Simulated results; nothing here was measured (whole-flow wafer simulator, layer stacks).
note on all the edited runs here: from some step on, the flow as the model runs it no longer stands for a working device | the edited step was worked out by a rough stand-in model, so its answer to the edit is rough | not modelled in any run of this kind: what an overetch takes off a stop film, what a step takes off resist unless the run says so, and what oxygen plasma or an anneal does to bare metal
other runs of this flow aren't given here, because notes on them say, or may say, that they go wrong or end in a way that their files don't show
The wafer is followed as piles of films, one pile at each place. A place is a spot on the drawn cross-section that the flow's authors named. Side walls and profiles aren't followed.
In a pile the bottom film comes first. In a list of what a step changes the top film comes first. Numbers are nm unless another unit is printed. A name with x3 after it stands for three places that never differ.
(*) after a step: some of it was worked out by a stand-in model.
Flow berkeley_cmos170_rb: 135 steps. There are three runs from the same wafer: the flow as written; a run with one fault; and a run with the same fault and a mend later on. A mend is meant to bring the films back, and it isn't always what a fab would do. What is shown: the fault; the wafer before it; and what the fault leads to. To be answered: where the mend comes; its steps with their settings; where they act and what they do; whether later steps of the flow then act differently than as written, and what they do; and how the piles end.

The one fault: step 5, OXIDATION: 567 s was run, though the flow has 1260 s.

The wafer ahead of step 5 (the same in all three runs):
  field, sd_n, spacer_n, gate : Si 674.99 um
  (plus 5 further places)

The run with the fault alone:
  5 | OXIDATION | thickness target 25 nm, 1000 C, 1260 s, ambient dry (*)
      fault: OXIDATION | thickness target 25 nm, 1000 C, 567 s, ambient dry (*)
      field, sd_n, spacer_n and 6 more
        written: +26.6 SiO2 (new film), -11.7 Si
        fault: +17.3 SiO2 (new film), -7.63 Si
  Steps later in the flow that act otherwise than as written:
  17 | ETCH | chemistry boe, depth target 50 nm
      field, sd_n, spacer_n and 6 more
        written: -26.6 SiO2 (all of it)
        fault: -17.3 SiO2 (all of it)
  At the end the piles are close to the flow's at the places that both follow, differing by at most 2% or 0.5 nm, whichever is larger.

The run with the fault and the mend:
  After step 5 comes the mend.
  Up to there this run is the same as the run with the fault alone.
  5a | OXIDATION | thickness target 25 nm, 1000 C, 693 s, ambient dry (*) (a further turn of the flow's step 5, with different settings)
      field, sd_n, spacer_n and 6 more
        +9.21 SiO2, -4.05 Si
  Every later step of the flow that is run acts as written at every place that is followed.
  The piles end the same as the flow's at every place that both follow.
